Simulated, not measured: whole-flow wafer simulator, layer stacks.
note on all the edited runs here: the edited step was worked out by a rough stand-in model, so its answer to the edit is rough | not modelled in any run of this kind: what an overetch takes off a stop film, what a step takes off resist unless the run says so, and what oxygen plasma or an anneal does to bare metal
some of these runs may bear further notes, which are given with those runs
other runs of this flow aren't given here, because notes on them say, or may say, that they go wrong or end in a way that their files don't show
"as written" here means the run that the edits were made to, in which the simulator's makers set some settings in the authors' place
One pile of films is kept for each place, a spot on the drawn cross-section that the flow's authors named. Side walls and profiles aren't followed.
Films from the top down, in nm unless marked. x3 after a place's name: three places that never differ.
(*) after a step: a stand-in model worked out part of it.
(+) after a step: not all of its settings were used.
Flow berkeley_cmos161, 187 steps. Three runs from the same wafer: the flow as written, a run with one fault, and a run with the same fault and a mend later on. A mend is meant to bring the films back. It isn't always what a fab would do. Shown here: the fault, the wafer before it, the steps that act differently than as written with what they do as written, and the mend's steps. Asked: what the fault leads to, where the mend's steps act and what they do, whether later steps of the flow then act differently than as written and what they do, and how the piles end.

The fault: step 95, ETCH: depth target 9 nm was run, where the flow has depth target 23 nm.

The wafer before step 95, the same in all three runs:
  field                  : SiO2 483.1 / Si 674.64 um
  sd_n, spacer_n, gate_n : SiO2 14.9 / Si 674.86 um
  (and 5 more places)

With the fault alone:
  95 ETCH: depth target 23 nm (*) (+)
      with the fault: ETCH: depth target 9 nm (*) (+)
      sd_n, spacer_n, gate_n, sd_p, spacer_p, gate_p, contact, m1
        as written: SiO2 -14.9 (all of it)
        with the fault: SiO2 -9
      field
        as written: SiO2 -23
        with the fault: SiO2 -9
  Later steps of the flow that act differently than as written (34 more steps differ only slightly, by at most 2% or 0.5 nm, whichever is larger, and aren't shown):
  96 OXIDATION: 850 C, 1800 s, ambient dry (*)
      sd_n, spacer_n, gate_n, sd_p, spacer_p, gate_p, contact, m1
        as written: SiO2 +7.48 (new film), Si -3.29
        with the fault: SiO2 +4.99, Si -2.2
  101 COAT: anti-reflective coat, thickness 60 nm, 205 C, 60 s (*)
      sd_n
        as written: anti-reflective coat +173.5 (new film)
        with the fault: anti-reflective coat +181.2 (new film)
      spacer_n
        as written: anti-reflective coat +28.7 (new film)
        with the fault: anti-reflective coat +27 (new film)
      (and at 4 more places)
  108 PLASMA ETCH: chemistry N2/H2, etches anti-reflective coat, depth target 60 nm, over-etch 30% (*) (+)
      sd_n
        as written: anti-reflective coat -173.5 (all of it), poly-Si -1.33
        with the fault: anti-reflective coat -181.2 (all of it), poly-Si -1.39
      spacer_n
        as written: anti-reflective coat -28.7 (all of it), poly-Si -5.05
        with the fault: anti-reflective coat -27 (all of it), poly-Si -5.35
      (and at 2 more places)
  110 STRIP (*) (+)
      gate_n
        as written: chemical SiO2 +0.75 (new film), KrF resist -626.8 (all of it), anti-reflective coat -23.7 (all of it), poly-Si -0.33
        with the fault: chemical SiO2 +0.75 (new film), KrF resist -633.1 (all of it), anti-reflective coat -21.9 (all of it), poly-Si -0.33
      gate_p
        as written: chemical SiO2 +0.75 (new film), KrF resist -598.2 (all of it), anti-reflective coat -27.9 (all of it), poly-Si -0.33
        with the fault: chemical SiO2 +0.75 (new film), KrF resist -601.9 (all of it), anti-reflective coat -27 (all of it), poly-Si -0.33
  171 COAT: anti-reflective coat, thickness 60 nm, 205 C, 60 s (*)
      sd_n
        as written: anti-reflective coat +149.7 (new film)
        with the fault: anti-reflective coat +160.4 (new film)
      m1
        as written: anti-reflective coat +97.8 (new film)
        with the fault: anti-reflective coat +101.1 (new film)
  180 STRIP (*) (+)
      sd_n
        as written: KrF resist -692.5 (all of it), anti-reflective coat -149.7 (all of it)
        with the fault: KrF resist -690.2 (all of it), anti-reflective coat -160.4 (all of it)
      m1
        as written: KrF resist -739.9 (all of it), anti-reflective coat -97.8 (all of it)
        with the fault: KrF resist -744.5 (all of it), anti-reflective coat -101.1 (all of it)
  At the end the piles differ from the flow's by more than 2% or 0.5 nm, whichever is larger, at field, gate_n, gate_p.
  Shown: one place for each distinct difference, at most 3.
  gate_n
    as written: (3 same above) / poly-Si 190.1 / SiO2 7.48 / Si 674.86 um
    with the fault: (3 same above) / poly-Si 190.1 / SiO2 10.9 / Si 674.86 um
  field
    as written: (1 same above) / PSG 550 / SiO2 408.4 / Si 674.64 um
    with the fault: (1 same above) / PSG 550 / SiO2 422.4 / Si 674.64 um

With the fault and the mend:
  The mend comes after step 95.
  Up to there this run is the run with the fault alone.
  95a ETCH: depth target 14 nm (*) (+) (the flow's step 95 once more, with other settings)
      sd_n, spacer_n, gate_n, sd_p, spacer_p, gate_p, contact, m1
        SiO2 -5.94 (all of it)
      field
        SiO2 -14
  No later step of the flow acts differently than as written at any place that is followed.
  At the end the piles are the same as the flow's at every place that both follow.
